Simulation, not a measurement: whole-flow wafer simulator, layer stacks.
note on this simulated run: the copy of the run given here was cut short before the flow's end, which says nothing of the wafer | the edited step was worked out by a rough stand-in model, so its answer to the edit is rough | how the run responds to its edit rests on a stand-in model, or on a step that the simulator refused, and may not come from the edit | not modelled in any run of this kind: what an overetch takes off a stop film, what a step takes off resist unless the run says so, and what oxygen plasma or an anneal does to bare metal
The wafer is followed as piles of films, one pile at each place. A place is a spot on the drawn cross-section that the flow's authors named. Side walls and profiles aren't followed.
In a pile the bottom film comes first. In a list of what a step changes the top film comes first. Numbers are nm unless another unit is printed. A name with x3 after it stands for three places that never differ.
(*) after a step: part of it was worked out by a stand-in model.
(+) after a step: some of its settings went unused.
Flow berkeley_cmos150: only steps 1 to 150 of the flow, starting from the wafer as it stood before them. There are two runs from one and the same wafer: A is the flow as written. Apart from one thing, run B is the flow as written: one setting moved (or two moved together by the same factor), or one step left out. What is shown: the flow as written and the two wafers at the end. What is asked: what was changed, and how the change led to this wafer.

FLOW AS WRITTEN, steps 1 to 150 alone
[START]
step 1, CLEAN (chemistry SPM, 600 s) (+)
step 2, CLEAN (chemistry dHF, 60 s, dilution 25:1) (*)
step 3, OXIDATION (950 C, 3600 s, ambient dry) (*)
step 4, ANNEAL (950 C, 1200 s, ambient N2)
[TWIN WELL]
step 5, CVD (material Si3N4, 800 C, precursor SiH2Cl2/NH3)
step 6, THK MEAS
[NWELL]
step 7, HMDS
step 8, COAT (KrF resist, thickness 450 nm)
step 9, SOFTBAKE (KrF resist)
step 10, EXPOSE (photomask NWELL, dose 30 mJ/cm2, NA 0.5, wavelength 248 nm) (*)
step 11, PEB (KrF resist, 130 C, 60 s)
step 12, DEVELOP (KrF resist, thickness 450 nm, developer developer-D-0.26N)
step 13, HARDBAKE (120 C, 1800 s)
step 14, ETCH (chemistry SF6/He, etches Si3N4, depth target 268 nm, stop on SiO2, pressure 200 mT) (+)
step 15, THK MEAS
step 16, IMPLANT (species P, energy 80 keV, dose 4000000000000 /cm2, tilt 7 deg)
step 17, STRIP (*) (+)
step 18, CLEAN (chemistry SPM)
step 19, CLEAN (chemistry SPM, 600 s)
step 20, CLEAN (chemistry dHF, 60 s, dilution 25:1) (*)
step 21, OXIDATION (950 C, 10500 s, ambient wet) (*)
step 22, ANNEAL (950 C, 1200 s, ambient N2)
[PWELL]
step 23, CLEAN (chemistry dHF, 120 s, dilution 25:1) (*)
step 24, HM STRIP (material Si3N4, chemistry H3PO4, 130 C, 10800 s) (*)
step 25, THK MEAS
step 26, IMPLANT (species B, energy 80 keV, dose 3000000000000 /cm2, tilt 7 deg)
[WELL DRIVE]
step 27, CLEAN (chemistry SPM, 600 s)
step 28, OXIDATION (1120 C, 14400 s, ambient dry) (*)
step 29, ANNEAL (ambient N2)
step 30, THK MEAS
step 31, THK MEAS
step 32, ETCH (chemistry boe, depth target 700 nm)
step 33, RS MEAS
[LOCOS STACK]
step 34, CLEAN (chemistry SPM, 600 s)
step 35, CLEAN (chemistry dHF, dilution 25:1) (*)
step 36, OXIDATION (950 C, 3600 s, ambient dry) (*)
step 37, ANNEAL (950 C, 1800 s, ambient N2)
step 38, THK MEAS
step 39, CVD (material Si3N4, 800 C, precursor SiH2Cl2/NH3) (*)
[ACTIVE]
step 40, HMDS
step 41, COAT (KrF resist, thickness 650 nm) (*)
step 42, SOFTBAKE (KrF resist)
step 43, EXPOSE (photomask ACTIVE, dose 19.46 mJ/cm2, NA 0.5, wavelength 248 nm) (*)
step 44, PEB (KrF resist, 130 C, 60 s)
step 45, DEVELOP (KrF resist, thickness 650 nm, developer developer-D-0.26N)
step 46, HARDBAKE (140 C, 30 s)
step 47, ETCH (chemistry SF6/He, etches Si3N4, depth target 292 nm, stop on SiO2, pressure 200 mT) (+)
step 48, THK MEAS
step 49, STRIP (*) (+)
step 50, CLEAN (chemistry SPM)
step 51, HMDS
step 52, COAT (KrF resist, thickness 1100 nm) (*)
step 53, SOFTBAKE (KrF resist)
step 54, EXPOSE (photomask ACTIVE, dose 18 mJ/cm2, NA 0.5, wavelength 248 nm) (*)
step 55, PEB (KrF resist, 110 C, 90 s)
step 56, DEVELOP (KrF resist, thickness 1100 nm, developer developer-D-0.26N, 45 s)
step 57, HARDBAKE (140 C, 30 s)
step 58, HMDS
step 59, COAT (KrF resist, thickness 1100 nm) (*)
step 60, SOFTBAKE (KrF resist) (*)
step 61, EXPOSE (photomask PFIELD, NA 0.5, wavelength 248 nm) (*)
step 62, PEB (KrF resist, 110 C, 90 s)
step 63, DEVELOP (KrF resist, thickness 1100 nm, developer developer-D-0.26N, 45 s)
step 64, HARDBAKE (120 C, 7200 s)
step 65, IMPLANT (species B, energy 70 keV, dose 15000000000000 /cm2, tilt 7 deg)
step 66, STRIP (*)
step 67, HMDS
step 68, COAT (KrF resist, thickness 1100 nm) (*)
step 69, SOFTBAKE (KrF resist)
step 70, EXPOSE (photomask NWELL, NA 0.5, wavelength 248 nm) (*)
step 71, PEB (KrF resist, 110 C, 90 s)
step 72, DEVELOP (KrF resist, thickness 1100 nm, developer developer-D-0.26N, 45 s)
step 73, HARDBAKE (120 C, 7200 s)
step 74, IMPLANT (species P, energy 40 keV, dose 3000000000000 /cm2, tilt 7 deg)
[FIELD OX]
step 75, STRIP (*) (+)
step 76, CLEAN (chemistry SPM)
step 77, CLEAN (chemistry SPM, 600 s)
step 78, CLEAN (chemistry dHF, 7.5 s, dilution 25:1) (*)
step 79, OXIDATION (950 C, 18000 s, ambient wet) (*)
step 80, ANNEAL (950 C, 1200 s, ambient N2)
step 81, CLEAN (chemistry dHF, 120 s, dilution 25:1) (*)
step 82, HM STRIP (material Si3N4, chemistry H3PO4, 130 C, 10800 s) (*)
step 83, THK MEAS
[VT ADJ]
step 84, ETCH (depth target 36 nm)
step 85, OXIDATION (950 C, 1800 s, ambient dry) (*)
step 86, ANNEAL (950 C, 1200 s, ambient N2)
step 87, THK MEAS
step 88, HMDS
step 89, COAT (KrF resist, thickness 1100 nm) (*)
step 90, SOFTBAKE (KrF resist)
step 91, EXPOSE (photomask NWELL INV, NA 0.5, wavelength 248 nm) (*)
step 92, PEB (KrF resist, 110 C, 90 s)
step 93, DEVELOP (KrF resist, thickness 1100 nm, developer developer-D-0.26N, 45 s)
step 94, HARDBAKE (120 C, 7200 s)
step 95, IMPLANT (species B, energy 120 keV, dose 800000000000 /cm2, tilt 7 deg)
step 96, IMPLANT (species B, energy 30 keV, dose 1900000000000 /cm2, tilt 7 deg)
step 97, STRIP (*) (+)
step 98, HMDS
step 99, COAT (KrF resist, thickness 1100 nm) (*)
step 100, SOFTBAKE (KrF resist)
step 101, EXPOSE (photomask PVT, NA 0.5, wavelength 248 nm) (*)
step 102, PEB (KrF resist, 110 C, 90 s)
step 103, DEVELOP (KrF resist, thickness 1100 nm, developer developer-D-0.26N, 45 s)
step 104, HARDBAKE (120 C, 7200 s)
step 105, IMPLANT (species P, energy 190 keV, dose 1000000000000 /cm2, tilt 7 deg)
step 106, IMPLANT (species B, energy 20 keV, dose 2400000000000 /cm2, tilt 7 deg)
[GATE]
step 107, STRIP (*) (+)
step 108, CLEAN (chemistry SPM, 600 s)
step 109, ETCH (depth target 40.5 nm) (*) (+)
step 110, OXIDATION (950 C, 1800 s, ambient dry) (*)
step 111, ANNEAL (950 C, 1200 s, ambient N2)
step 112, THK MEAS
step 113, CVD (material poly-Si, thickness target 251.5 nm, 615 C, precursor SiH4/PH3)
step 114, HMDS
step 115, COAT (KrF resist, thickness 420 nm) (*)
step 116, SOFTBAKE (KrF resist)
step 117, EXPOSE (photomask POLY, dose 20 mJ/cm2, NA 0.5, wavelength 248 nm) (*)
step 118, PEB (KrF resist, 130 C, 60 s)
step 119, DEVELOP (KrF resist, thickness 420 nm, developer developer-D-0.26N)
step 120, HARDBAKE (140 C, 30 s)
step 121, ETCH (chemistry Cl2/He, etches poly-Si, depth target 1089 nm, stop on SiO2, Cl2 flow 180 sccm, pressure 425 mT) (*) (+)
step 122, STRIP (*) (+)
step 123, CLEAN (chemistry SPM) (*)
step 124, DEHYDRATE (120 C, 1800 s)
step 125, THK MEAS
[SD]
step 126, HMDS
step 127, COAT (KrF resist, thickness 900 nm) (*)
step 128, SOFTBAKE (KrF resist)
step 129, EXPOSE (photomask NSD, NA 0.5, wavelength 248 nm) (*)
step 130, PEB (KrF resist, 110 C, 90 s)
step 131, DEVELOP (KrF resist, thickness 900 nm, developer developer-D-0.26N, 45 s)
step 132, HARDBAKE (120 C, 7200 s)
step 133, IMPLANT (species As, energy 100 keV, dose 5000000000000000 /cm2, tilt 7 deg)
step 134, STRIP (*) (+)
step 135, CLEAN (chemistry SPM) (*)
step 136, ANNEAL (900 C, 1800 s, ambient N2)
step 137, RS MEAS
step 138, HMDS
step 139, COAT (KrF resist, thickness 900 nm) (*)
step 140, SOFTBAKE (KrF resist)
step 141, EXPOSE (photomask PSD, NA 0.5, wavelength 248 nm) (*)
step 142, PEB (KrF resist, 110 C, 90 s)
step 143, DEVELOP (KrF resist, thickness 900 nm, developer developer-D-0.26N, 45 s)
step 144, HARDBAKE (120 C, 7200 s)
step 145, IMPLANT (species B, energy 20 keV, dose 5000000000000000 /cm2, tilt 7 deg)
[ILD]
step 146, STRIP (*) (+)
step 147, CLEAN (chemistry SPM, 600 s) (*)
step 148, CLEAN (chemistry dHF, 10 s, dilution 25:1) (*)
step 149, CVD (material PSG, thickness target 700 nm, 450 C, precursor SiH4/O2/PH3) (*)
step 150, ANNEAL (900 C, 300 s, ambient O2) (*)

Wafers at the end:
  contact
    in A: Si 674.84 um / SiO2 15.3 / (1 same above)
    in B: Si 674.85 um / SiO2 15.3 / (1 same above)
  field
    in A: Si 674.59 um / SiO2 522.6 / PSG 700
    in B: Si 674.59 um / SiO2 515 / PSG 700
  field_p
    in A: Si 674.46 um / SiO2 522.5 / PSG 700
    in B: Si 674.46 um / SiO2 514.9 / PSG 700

What caused this: step 36, OXIDATION: 808 C was run, though the flow has 950 C.

How this came from the change, step by step:
  step 36, OXIDATION (950 C, 3600 s, ambient dry) (*)
      field, field_p, sd_n, gate_n, sd_p, gate_p, contact, m1: A SiO2 gains 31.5 (new film), Si loses 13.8 | B SiO2 gains 7.22 (new film), Si loses 3.17
  step 41, COAT (KrF resist, thickness 650 nm) (*)
      field: A KrF resist gains 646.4 (new film) | B KrF resist gains 617.5 (new film)
  step 45, DEVELOP (KrF resist, thickness 650 nm, developer developer-D-0.26N)
      field: A KrF resist loses 645.4 (all of it) | B KrF resist loses 616.6 (all of it)
  step 79, OXIDATION (950 C, 18000 s, ambient wet) (*)
      field: A SiO2 gains 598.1, Si loses 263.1 | B SiO2 gains 614.6, Si loses 270.4
      field_p: A SiO2 gains 598.1, Si loses 263.2 | B SiO2 gains 614.7, Si loses 270.5
      (also at 1 further place)
  step 84, ETCH (depth target 36 nm)
      sd_n: A SiO2 loses 36 | B SiO2 loses 9.63 (all of it)
      gate_n, sd_p, gate_p, contact, m1: A SiO2 loses 29.6 (all of it) | B SiO2 loses 5.33 (all of it)
  step 85, OXIDATION (950 C, 1800 s, ambient dry) (*)
      sd_n: A SiO2 gains 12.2, Si loses 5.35 | B SiO2 gains 20.4 (new film), Si loses 8.98
  step 109, ETCH (depth target 40.5 nm) (*) (+)
      sd_n: A SiO2 loses 40.4 (all of it) | B SiO2 loses 20.4 (all of it)
  step 115, COAT (KrF resist, thickness 420 nm) (*)
      sd_n: A KrF resist gains 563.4 (new film) | B KrF resist gains 538.4 (new film)
  step 119, DEVELOP (KrF resist, thickness 420 nm, developer developer-D-0.26N)
      sd_n: A KrF resist loses 562.5 (all of it) | B KrF resist loses 537.6 (all of it)
  step 122, STRIP (*) (+)
      gate_p: A chemical SiO2 gains 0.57 (new film), KrF resist loses 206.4 (all of it), poly-Si loses 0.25 | B chemical SiO2 gains 0.57 (new film), KrF resist loses 201.8 (all of it), poly-Si loses 0.25
  step 127, COAT (KrF resist, thickness 900 nm) (*)
      sd_n: A KrF resist gains 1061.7 (new film) | B KrF resist gains 1034.8 (new film)
  step 131, DEVELOP (KrF resist, thickness 900 nm, developer developer-D-0.26N, 45 s)
      sd_n: A KrF resist loses 1054.3 (all of it) | B KrF resist loses 1027.7 (all of it)
  step 139, COAT (KrF resist, thickness 900 nm) (*)
      sd_n: A KrF resist gains 1061.7 (new film) | B KrF resist gains 1034.8 (new film)
  step 146, STRIP (*) (+)
      sd_n: A KrF resist loses 1024.1 (all of it) | B KrF resist loses 997.9 (all of it)
